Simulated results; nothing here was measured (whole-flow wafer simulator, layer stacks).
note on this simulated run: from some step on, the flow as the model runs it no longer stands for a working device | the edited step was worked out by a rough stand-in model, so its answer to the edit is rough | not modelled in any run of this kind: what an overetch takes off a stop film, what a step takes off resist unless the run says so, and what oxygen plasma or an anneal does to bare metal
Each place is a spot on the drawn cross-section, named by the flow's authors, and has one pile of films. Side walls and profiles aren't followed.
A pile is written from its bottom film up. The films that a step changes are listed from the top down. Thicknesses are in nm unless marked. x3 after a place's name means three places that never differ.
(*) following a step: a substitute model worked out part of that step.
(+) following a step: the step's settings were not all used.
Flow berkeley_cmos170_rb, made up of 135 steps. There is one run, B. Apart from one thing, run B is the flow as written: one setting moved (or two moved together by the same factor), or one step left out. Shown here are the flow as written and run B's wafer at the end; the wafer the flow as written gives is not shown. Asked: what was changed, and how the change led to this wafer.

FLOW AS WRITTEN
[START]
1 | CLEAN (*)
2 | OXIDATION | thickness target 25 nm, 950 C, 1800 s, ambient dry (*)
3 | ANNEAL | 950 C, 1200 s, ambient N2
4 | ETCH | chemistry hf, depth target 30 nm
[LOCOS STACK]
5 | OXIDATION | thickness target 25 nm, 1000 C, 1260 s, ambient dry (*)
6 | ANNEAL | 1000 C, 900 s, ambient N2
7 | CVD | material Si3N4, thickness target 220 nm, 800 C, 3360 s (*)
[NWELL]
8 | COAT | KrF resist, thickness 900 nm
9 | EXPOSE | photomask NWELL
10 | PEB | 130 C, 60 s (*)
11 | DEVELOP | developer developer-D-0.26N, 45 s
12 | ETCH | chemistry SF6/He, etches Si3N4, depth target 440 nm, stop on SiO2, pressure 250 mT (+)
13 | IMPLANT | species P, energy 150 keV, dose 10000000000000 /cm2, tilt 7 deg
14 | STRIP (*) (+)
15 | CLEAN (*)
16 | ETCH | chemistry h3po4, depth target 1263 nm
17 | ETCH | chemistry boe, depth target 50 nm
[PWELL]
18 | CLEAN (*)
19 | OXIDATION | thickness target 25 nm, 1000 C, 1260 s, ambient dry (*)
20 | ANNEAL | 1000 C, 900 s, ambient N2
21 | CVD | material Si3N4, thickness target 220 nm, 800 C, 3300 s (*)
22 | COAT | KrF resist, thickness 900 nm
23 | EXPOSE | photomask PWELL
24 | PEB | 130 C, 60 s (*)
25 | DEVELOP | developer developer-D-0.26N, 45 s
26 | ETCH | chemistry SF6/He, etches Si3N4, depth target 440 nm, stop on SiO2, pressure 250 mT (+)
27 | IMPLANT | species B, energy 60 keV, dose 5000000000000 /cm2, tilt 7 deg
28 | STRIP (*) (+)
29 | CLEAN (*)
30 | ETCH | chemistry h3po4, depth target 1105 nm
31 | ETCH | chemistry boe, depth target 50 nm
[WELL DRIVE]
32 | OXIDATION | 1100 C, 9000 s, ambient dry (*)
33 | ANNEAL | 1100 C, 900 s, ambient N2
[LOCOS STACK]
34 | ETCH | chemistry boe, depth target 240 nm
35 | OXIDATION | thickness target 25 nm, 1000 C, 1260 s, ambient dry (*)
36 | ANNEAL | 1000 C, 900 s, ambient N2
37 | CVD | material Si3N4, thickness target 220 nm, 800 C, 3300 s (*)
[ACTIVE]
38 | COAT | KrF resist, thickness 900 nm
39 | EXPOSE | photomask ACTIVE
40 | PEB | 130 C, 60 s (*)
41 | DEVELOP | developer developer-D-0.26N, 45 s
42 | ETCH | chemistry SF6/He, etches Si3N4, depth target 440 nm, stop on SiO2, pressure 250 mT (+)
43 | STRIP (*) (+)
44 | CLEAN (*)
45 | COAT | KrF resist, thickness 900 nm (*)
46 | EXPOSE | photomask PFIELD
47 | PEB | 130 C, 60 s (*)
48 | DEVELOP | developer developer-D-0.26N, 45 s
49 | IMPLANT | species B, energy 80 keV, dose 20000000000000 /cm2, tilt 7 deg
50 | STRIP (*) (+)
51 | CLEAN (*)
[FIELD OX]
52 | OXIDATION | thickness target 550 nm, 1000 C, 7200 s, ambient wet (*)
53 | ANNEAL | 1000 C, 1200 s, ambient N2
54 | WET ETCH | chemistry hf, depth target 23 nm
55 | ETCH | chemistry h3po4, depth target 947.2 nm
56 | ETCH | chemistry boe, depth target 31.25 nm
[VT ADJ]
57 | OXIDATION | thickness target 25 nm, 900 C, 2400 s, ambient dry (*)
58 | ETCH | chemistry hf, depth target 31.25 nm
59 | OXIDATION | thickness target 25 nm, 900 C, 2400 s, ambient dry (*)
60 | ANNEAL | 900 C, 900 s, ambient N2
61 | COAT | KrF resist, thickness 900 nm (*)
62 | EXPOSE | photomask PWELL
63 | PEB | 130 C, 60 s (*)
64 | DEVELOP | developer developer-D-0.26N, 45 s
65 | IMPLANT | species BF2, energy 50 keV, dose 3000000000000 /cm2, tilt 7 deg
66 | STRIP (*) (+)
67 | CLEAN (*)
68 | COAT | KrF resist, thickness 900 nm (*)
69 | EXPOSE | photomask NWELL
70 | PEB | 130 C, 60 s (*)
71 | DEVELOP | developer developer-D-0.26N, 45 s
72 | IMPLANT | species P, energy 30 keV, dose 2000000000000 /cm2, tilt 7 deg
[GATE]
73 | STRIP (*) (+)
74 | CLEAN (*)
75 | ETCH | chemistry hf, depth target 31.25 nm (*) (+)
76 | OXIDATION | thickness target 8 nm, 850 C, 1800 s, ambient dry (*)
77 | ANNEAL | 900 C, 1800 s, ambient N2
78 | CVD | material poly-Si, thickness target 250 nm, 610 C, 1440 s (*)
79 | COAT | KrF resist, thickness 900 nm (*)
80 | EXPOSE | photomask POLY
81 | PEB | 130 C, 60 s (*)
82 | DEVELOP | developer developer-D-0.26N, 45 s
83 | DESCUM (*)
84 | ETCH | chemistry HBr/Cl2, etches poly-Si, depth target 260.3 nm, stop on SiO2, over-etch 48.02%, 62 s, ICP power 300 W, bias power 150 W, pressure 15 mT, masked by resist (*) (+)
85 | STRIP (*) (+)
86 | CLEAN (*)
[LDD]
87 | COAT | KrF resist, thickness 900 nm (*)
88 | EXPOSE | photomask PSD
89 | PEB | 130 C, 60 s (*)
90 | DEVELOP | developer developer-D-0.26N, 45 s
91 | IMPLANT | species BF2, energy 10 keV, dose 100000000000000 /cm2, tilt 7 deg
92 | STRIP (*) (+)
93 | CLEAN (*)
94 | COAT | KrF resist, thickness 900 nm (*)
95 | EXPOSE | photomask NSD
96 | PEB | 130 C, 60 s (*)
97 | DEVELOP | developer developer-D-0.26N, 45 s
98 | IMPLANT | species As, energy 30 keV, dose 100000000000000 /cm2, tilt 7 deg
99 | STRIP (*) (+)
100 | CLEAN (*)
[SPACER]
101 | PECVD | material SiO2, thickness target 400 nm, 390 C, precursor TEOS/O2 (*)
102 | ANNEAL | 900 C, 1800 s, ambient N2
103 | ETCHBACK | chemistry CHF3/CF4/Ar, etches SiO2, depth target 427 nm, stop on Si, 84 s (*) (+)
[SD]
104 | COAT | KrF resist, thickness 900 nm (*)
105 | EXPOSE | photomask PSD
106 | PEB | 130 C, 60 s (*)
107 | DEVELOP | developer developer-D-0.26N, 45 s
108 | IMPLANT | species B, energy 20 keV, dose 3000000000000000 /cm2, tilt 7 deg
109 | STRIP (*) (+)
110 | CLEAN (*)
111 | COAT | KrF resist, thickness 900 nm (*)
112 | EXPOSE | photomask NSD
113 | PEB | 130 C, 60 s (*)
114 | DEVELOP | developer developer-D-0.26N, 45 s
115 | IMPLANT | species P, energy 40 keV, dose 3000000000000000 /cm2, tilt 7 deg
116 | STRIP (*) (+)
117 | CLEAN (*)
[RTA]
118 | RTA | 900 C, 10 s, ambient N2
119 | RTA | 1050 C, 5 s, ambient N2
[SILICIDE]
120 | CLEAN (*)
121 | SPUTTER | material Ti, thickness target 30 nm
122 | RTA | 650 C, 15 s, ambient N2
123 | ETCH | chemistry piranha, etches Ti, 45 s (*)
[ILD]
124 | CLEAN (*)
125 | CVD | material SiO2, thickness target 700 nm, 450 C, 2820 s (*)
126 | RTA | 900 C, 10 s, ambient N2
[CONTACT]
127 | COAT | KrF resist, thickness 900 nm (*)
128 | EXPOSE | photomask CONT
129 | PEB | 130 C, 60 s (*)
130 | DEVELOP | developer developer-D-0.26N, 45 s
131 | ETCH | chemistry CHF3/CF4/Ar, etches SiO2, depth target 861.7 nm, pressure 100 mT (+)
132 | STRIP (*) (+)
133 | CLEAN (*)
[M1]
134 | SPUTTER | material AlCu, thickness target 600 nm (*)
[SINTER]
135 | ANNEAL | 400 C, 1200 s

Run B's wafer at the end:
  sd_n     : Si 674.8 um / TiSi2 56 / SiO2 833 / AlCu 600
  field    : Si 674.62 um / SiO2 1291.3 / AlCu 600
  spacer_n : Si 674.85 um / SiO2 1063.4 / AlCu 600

Cause: step 125, CVD: thickness target 833 nm was run, though the flow has thickness target 700 nm; step 125, CVD: 3356 s was run, where the flow has 2820 s.
The wafer itself shows it: sd_n has SiO2 833, and step 125 as written asks for 700 nm.

The path from the change to this, step by step:
  125 | CVD | material SiO2, thickness target 700 nm, 450 C, 2820 s (*)
      sd_n, gate, sd_p, gate_p, contact, m1: SiO2 gains 833 (new film) (in the flow as written it would be: SiO2 gains 700 (new film))
      field, spacer_n, spacer_p: SiO2 gains 833 (in the flow as written it would be: SiO2 gains 700)
  131 | ETCH | chemistry CHF3/CF4/Ar, etches SiO2, depth target 861.7 nm, pressure 100 mT (+)
      contact: SiO2 loses 833 (all of it), TiSi2 loses 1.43 (in the flow as written it would be: SiO2 loses 700 (all of it), TiSi2 loses 8.08)
  134 | SPUTTER | material AlCu, thickness target 600 nm (*)
      contact: AlCu gains 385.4 (new film) (in the flow as written it would be: AlCu gains 415.1 (new film))
